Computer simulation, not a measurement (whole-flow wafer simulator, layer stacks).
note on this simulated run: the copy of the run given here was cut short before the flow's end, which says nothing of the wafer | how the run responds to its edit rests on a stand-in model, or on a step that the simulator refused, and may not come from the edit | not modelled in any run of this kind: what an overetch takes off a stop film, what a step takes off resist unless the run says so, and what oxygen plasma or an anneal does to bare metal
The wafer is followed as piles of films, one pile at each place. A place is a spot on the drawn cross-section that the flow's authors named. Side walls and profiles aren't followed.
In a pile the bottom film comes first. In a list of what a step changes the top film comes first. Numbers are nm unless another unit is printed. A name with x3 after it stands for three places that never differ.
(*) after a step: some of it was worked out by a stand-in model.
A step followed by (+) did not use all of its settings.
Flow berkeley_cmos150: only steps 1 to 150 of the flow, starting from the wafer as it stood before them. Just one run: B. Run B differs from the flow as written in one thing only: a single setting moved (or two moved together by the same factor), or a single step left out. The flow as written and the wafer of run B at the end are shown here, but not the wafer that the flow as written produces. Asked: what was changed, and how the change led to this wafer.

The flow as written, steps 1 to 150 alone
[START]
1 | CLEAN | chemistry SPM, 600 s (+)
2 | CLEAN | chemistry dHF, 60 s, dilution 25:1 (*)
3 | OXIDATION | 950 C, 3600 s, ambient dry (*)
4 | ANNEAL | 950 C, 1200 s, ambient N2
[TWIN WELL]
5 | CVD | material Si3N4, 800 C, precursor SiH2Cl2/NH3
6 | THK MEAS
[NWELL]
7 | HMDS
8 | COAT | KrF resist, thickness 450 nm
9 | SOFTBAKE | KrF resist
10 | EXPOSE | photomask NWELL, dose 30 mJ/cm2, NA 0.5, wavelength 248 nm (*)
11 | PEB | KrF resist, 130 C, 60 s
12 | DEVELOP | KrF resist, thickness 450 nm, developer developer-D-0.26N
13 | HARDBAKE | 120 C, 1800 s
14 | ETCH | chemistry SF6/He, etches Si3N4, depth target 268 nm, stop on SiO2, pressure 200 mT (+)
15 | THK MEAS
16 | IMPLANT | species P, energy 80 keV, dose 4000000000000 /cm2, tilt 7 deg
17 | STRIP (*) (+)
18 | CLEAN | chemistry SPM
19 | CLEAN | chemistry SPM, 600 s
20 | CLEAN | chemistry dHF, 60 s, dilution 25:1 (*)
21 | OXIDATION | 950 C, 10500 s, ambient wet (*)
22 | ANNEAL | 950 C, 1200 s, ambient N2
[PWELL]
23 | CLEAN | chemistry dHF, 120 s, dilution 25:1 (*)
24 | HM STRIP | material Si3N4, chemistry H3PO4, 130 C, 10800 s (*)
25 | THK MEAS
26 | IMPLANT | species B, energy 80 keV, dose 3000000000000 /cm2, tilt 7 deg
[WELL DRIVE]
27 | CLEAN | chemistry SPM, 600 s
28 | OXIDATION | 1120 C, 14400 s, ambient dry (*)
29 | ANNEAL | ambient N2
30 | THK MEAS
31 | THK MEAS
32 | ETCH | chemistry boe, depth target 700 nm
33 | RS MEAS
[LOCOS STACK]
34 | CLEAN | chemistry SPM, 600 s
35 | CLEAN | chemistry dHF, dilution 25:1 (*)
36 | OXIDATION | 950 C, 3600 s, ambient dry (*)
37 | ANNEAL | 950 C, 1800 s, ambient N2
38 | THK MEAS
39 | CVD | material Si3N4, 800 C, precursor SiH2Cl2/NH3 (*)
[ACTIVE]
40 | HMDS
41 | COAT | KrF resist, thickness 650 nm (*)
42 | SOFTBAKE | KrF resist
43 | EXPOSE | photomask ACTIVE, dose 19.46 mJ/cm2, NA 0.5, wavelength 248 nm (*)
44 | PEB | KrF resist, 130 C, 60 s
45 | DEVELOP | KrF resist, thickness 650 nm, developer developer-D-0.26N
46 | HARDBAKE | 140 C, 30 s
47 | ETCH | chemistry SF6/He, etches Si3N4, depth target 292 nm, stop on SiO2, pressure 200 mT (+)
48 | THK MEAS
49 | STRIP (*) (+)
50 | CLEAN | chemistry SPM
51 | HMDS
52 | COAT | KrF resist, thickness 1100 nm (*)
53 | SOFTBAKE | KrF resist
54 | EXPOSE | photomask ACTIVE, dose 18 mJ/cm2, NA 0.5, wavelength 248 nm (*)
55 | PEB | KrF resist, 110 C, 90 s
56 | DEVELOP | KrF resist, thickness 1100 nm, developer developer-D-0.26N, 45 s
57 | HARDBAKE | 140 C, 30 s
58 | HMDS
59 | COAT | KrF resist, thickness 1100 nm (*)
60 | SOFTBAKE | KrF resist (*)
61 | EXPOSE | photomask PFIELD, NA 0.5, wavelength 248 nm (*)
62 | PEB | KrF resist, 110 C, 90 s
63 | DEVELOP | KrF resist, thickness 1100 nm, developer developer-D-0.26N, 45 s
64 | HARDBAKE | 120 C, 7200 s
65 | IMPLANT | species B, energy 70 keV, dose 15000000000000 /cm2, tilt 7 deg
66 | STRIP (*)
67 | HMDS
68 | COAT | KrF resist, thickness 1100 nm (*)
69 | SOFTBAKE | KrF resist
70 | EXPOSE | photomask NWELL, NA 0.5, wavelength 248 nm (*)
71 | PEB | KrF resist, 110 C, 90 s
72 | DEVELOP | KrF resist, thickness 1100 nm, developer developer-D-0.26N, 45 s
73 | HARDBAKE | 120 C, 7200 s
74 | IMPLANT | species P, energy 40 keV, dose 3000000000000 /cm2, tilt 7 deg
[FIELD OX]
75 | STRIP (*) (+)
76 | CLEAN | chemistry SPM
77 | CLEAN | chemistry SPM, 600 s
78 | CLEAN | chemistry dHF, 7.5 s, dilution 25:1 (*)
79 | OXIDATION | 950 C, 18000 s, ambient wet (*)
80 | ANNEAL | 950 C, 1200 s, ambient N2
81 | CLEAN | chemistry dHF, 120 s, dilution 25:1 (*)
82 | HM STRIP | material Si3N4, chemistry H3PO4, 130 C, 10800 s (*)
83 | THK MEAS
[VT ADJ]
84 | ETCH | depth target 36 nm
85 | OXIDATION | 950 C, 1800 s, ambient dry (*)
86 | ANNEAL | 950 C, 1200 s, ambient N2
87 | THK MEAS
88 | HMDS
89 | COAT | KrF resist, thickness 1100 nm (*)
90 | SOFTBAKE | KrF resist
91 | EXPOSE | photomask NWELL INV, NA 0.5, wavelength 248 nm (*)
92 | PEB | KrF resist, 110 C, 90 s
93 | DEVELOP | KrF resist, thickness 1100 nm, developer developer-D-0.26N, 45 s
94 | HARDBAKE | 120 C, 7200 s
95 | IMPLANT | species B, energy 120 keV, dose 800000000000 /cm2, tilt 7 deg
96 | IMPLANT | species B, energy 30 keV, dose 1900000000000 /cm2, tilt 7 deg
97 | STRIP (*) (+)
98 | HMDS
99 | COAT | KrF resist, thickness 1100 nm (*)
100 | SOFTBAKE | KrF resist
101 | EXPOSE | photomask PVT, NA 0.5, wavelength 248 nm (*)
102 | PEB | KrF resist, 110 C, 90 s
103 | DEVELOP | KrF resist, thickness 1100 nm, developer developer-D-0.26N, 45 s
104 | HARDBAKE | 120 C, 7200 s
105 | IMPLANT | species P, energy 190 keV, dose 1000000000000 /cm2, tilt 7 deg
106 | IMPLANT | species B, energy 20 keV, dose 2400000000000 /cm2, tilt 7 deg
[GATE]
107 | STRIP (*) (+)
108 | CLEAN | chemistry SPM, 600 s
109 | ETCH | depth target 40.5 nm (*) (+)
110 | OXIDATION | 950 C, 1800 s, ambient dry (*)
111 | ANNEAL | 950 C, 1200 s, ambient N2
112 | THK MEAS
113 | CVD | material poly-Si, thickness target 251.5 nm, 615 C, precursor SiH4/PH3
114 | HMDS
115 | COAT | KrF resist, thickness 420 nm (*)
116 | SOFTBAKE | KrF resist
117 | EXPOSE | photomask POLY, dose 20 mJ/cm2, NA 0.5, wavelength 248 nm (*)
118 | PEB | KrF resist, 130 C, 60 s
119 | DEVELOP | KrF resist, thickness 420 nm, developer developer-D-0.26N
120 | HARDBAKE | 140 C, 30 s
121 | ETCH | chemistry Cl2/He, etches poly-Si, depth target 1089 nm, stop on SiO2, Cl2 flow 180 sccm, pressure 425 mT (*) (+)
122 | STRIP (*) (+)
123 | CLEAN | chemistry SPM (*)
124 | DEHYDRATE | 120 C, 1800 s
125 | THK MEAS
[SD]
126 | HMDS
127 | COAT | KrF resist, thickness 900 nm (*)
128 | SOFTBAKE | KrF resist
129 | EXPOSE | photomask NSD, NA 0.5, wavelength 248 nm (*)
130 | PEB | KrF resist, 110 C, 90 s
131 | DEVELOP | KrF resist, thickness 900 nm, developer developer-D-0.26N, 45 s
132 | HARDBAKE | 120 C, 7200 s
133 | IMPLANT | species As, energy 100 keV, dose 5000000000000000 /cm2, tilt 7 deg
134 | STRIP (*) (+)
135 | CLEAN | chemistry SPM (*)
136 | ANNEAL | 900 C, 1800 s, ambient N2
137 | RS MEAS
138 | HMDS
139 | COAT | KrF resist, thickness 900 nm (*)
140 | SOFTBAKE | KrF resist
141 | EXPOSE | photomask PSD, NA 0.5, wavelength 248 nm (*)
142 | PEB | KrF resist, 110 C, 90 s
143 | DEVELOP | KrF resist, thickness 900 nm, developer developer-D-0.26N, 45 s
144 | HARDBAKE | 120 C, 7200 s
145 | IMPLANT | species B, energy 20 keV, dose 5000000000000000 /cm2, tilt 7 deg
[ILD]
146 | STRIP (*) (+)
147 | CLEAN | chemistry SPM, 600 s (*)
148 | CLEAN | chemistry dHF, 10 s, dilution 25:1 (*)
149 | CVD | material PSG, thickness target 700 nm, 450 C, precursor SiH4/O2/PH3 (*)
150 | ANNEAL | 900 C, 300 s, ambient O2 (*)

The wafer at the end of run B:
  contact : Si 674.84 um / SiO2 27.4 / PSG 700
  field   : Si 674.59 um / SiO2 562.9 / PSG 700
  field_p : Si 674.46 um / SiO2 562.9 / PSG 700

The reason: step 109, ETCH: depth target 40.5 nm (*) (+), was not run.

The path from the change to this, step by step:
  110 | OXIDATION | 950 C, 1800 s, ambient dry (*)
      gate_n, sd_p, gate_p, contact, m1: SiO2 gains 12, Si loses 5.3 (it would be, as written: SiO2 gains 20.4 (new film), Si loses 8.98)
      sd_n: SiO2 gains 10.1, Si loses 4.43 (it would be, as written: SiO2 gains 20.4 (new film), Si loses 8.98)
  115 | COAT | KrF resist, thickness 420 nm (*)
      gate_n: KrF resist gains 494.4 (new film) (it would be, as written: KrF resist gains 482.5 (new film))
  120 | HARDBAKE | 140 C, 30 s
      gate_n: KrF resist loses 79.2 (it would be, as written: KrF resist loses 77.1)
  122 | STRIP (*) (+)
      gate_n: chemical SiO2 gains 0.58 (new film), KrF resist loses 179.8 (all of it), poly-Si loses 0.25 (it would be, as written: chemical SiO2 gains 0.57 (new film), KrF resist loses 169.8 (all of it), poly-Si loses 0.25)
      gate_p: chemical SiO2 gains 0.58 (new film), KrF resist loses 211.6 (all of it), poly-Si loses 0.25 (it would be, as written: chemical SiO2 gains 0.57 (new film), KrF resist loses 206.4 (all of it), poly-Si loses 0.25)
